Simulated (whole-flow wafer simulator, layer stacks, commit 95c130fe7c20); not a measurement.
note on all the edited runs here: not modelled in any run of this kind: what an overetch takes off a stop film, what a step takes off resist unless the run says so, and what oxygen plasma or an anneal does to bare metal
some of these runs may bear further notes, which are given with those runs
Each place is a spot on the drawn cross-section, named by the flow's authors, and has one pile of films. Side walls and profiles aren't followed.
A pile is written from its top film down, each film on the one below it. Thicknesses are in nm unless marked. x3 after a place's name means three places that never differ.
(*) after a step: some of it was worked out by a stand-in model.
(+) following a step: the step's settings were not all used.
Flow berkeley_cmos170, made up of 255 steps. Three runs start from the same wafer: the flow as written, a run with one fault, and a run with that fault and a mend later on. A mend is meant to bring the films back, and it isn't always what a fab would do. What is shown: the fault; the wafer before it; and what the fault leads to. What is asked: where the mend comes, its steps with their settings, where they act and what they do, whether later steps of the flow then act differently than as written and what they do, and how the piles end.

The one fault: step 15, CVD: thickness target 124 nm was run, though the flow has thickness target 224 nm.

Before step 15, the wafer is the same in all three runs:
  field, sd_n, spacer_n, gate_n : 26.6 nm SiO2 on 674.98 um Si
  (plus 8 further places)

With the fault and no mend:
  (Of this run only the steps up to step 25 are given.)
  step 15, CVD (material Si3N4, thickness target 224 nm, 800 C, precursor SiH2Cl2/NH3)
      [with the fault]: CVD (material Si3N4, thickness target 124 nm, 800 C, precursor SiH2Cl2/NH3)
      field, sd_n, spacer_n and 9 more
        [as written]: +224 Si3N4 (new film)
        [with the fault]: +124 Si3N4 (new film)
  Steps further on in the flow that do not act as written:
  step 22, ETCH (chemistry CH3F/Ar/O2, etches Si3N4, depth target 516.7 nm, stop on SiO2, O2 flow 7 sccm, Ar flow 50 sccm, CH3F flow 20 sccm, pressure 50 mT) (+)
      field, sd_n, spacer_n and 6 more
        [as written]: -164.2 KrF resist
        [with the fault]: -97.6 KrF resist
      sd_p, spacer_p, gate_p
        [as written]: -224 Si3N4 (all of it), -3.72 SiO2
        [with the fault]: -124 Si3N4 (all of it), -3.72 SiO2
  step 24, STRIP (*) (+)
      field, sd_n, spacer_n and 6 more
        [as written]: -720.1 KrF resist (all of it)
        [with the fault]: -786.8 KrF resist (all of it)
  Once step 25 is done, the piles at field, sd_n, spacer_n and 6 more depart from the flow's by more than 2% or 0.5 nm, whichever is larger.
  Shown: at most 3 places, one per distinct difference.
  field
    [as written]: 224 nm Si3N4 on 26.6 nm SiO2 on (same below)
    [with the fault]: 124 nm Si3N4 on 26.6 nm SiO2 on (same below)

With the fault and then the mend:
  After step 15 comes the mend.
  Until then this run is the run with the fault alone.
  step 15a, ETCH (chemistry h3po4, depth target 142.6 nm)
      field, sd_n, spacer_n and 9 more
        -124 Si3N4 (all of it)
  step 15b, CLEAN (chemistry SPM)
      alters no film at any place that is followed
  step 15c, CVD (material Si3N4, thickness target 224 nm, 800 C, precursor SiH2Cl2/NH3) (a further turn of the flow's step 15)
      field, sd_n, spacer_n and 9 more
        +224 Si3N4 (new film)
  Every later step of the flow that is run acts as written at every place that is followed.
  The piles end the same as the flow's at every place that both follow.
